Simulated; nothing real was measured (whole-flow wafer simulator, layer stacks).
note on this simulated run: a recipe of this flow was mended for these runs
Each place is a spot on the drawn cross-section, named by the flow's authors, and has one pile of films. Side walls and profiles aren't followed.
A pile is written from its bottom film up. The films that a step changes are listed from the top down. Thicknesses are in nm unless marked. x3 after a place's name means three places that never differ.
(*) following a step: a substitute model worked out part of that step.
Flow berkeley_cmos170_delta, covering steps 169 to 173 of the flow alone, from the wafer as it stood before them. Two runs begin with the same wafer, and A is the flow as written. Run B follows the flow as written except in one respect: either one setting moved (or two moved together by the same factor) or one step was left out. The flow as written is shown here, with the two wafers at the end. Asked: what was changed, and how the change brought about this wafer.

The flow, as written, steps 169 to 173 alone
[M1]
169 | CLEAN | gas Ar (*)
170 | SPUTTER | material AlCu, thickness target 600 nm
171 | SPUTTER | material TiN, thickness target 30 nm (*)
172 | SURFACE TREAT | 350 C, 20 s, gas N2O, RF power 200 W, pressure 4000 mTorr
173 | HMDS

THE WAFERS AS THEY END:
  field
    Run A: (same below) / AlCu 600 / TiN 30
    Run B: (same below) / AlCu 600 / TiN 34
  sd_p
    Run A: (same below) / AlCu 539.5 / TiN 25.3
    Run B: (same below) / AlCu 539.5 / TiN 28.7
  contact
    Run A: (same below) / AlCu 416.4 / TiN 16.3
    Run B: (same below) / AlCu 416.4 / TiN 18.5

Cause: step 171, SPUTTER: thickness target 34 nm was run, whereas the flow has thickness target 30 nm.
The wafer itself shows it: field has TiN 34, and step 171 as written asks for 30 nm.

Step by step, how the change led to this:
  171 | SPUTTER | material TiN, thickness target 30 nm (*)
      field, sd_n, spacer_n, gate, spacer_p, gate_p, m1: A +30 TiN (new film) | B +34 TiN (new film)
      sd_p: A +25.3 TiN (new film) | B +28.7 TiN (new film)
      (as well as at 1 more place)
